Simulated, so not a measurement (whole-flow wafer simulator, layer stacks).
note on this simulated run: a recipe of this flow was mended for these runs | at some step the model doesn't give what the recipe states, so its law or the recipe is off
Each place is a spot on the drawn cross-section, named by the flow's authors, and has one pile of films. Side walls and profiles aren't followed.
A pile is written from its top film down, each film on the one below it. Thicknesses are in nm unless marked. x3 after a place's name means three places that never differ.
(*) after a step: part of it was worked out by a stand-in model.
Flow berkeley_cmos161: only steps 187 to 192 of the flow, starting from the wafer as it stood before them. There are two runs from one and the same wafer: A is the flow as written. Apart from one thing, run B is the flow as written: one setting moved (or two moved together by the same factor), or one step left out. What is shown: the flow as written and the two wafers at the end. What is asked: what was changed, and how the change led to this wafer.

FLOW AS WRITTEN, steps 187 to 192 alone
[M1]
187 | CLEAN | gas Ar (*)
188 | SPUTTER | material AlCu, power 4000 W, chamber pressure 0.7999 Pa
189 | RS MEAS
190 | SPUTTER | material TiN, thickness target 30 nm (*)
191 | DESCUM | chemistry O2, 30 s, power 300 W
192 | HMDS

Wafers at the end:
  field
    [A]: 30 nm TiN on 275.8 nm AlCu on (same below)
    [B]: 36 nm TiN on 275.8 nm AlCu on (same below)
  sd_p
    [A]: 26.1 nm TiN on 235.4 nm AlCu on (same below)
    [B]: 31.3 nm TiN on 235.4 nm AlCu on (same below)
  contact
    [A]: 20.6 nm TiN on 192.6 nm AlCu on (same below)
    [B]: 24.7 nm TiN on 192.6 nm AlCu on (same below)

The reason: step 190, SPUTTER: thickness target 36 nm was run, though the flow has thickness target 30 nm.
The wafer itself shows it: field has TiN 36, and step 190 as written asks for 30 nm.

The path from the change to this, step by step:
  190 | SPUTTER | material TiN, thickness target 30 nm (*)
      field, sd_n, spacer_n, gate_n, spacer_p, gate_p, m1: A TiN gains 30 (new film) | B TiN gains 36 (new film)
      sd_p: A TiN gains 26.1 (new film) | B TiN gains 31.3 (new film)
      (and at 1 other place as well)
